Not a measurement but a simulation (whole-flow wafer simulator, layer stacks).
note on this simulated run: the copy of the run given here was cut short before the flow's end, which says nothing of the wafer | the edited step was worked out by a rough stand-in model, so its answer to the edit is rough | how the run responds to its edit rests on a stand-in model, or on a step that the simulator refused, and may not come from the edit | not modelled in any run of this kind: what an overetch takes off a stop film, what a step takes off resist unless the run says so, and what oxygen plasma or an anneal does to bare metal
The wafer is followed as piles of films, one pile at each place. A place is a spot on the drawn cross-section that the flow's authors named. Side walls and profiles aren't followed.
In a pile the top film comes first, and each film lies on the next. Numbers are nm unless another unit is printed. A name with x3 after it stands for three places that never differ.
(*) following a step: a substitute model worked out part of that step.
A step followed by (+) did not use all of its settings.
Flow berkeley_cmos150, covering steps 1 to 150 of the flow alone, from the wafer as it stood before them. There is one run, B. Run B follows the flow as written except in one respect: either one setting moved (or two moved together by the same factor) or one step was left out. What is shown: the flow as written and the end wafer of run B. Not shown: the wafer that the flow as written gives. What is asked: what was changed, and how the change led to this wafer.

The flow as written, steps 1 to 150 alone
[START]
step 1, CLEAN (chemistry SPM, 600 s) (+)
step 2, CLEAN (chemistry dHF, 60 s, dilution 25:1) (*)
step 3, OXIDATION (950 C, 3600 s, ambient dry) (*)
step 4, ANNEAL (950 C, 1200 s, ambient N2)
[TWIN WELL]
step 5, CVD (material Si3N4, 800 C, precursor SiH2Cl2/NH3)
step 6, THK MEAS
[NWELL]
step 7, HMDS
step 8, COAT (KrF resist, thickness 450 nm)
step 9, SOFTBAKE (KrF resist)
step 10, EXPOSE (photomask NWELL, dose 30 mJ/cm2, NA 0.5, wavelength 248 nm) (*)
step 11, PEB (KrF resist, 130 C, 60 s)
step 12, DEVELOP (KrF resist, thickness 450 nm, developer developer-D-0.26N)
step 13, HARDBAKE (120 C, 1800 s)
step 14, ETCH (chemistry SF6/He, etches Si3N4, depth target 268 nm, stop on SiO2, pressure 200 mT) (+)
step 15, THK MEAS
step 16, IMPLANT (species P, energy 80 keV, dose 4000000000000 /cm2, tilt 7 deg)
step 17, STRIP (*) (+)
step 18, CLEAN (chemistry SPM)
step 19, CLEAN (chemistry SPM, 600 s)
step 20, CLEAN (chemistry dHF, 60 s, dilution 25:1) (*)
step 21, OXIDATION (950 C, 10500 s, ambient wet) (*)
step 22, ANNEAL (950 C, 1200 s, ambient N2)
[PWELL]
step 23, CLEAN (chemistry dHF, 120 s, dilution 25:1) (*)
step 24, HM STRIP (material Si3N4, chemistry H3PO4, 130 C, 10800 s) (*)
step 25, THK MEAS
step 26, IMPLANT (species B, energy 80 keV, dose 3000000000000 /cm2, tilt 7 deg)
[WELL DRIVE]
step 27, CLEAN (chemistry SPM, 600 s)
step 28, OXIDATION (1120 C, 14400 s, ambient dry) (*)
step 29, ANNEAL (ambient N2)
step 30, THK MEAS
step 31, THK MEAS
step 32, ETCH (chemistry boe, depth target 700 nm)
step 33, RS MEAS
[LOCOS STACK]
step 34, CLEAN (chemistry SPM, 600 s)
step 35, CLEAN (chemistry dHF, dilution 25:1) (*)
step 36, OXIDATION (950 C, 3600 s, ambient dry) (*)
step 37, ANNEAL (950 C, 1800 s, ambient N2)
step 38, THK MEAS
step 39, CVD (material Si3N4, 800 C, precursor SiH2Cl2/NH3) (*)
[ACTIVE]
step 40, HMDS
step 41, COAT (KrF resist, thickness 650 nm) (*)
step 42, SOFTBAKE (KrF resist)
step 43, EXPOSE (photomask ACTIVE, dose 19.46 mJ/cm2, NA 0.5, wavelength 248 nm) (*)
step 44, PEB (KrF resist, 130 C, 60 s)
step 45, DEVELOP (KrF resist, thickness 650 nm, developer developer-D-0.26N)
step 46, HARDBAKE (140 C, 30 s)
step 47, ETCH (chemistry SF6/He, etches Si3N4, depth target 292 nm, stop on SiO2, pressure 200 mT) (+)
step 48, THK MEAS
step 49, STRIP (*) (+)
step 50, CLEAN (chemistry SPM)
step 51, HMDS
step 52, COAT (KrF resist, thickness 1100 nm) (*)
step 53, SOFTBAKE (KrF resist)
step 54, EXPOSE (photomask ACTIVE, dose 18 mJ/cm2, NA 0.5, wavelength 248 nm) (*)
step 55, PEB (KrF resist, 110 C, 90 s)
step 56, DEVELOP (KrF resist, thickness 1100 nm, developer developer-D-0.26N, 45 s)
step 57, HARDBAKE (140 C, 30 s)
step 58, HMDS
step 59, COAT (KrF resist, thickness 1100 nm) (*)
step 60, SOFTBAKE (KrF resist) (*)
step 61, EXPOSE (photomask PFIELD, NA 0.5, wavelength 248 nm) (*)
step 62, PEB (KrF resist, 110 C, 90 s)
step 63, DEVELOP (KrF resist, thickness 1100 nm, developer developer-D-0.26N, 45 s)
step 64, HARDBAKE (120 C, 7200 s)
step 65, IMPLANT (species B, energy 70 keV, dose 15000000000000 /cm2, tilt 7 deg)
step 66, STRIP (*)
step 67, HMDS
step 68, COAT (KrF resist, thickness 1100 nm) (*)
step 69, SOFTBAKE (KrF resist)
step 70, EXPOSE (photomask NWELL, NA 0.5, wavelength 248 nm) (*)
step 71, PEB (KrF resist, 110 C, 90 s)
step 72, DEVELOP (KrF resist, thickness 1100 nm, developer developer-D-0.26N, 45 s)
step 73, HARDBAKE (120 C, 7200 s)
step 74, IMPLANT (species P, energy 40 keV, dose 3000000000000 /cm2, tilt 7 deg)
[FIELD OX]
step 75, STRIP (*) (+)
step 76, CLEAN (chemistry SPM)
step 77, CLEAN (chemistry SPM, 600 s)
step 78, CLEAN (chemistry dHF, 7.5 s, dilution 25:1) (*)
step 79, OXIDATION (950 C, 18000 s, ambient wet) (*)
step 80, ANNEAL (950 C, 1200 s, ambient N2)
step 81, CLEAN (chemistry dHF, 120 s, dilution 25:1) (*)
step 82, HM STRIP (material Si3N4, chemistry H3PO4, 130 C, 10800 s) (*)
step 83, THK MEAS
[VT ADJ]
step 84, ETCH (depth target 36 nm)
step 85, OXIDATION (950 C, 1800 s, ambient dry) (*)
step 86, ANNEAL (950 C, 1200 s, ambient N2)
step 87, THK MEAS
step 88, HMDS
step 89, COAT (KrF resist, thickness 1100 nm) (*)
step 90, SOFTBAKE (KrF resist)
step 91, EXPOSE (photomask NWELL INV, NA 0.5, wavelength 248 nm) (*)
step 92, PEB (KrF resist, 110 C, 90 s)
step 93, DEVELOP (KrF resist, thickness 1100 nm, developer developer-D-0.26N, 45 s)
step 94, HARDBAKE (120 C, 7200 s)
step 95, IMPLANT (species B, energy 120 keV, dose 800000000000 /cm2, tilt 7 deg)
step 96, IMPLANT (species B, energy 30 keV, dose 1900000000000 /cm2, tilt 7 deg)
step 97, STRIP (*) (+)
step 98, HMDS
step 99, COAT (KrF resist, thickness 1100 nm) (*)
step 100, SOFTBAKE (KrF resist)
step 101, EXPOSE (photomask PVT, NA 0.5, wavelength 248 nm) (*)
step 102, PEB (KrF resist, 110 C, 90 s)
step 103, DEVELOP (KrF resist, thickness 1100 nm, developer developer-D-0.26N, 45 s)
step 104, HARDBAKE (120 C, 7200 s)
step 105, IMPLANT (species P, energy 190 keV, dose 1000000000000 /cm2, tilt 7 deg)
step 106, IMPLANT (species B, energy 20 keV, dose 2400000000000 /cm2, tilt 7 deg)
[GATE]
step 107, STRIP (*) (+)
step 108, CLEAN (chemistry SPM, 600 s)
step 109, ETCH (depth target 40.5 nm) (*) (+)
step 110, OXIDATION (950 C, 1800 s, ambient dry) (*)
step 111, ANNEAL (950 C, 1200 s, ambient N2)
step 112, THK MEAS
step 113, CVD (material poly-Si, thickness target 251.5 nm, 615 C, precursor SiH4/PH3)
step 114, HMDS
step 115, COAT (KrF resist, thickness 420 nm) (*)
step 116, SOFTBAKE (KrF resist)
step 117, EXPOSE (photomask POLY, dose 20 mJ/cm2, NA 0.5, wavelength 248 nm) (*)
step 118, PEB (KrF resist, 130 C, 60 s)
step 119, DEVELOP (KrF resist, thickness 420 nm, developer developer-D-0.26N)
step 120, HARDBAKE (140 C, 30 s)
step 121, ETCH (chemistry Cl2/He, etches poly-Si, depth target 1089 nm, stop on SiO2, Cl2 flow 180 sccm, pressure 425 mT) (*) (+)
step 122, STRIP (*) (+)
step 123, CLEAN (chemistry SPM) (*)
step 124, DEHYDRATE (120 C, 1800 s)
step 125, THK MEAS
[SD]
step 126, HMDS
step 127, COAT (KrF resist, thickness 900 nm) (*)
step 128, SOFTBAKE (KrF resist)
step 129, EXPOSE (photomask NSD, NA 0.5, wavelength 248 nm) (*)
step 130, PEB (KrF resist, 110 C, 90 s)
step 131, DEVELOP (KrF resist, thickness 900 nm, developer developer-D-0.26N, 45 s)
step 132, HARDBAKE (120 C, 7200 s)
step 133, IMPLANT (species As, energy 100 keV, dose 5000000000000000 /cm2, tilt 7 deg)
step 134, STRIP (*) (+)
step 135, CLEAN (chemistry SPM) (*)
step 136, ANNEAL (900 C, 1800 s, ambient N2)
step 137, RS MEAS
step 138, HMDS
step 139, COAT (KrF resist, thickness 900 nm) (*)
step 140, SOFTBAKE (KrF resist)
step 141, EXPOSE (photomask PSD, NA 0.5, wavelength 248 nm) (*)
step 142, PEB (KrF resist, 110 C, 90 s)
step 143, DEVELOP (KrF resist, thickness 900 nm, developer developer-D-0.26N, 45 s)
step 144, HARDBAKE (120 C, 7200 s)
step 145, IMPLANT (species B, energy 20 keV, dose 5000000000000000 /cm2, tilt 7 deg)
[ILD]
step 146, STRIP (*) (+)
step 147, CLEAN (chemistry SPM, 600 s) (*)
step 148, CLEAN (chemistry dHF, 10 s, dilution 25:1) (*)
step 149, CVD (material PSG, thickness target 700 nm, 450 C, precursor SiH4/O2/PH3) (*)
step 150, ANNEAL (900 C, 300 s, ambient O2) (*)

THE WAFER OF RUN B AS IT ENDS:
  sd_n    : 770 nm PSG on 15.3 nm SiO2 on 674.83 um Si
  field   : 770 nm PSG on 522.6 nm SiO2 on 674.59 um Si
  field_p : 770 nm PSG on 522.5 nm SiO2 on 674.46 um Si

The reason: step 149, CVD: thickness target 770 nm was run, though the flow has thickness target 700 nm.
One can read it off the wafer: sd_n has PSG 770, and step 149 as written asks for 700 nm.

The path from the change to this, step by step:
  step 149, CVD (material PSG, thickness target 700 nm, 450 C, precursor SiH4/O2/PH3) (*)
      field, field_p, sd_n, gate_n, gate_p, contact, m1: +770 PSG (new film) (it would be, as written: +700 PSG (new film))
      sd_p: +701.2 PSG (new film) (it would be, as written: +639.5 PSG (new film))
